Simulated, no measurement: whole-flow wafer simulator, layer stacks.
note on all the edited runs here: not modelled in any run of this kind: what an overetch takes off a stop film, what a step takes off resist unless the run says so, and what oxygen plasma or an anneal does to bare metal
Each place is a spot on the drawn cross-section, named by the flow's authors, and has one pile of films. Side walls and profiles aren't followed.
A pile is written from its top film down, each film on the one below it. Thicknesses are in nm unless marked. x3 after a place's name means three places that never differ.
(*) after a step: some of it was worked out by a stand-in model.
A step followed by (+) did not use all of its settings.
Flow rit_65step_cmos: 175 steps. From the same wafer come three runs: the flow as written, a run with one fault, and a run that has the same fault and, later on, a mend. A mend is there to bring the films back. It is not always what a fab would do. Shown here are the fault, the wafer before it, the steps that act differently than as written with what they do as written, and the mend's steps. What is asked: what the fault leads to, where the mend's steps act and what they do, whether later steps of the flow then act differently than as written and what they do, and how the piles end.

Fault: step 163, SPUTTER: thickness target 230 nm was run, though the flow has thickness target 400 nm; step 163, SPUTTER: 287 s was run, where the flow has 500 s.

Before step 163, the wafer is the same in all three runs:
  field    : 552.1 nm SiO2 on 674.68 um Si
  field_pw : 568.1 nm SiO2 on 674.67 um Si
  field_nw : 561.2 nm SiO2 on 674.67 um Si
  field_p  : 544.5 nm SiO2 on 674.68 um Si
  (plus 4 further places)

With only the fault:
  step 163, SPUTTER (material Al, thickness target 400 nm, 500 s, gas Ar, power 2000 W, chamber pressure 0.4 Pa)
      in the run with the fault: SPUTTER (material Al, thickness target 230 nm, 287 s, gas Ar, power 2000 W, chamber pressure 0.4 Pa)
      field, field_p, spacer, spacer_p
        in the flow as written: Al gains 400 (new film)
        in the run with the fault: Al gains 230 (new film)
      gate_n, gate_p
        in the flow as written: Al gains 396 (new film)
        in the run with the fault: Al gains 230 (new film)
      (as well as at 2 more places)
  Steps later in the flow that act otherwise than as written (3 other steps are not shown; they differ only slightly, by no more than 2% or 0.5 nm, whichever is larger):
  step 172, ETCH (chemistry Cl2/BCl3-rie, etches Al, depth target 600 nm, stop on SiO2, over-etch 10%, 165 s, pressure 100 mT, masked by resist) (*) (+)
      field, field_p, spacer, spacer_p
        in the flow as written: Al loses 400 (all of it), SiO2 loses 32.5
        in the run with the fault: Al loses 230 (all of it), SiO2 loses 53.8
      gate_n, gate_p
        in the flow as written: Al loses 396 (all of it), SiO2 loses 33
        in the run with the fault: Al loses 230 (all of it), SiO2 loses 53.8
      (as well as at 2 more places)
  At field, field_pw, field_nw, field_p, gate_n, gate_p, spacer, spacer_p, the piles at the end differ from the flow's by more than 2% or 0.5 nm, whichever is larger.
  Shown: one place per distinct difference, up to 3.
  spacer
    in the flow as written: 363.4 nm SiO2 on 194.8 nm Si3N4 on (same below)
    in the run with the fault: 342.2 nm SiO2 on 194.8 nm Si3N4 on (same below)
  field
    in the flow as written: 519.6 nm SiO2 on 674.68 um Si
    in the run with the fault: 498.4 nm SiO2 on 674.68 um Si
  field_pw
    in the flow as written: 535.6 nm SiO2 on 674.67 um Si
    in the run with the fault: 514.4 nm SiO2 on 674.67 um Si

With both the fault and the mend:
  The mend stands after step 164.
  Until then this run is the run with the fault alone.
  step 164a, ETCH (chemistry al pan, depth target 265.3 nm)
      field, field_p, gate_n, gate_p, spacer, spacer_p
        Al loses 230 (all of it)
      field_pw
        Al loses 229.9 (all of it)
      field_nw
        Al loses 229.8 (all of it)
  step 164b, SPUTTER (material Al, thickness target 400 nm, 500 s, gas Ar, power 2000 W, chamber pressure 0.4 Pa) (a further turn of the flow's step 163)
      field, field_pw, field_p, spacer, spacer_p
        Al gains 400 (new film)
      gate_n, gate_p
        Al gains 396 (new film)
      field_nw
        Al gains 397.2 (new film)
  None of the later steps of the flow acts differently than as written at any place that is followed.
  The piles end the same as the flow's at every place that both follow.
